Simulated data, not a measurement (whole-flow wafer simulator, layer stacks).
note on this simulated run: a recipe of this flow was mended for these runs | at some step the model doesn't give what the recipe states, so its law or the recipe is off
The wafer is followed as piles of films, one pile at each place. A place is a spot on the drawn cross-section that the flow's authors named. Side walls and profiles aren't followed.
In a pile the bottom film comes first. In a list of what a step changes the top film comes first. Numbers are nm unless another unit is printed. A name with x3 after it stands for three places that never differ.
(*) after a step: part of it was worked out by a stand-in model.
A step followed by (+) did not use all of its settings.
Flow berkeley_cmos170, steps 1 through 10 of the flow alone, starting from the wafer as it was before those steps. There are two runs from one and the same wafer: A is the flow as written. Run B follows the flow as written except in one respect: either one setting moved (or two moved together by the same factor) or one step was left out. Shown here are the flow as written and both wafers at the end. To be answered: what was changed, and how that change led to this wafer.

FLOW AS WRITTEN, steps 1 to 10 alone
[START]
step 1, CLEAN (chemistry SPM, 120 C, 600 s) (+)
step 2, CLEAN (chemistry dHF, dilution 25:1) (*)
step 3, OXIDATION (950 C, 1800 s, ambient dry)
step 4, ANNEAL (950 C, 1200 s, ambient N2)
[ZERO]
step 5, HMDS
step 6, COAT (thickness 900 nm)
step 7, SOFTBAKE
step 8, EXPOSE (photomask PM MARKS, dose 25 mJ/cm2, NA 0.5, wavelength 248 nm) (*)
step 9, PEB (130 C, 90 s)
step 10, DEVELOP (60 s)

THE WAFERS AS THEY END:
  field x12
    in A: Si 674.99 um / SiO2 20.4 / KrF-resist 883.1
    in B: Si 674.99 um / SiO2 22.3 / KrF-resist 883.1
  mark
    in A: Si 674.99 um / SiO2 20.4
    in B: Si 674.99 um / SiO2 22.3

Cause: step 3, OXIDATION: 958 C was run, though the flow has 950 C.

How this came from the change, step by step:
  step 3, OXIDATION (950 C, 1800 s, ambient dry)
      field x12, mark: A SiO2 gains 20.4 (new film), Si loses 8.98 | B SiO2 gains 22.3 (new film), Si loses 9.79
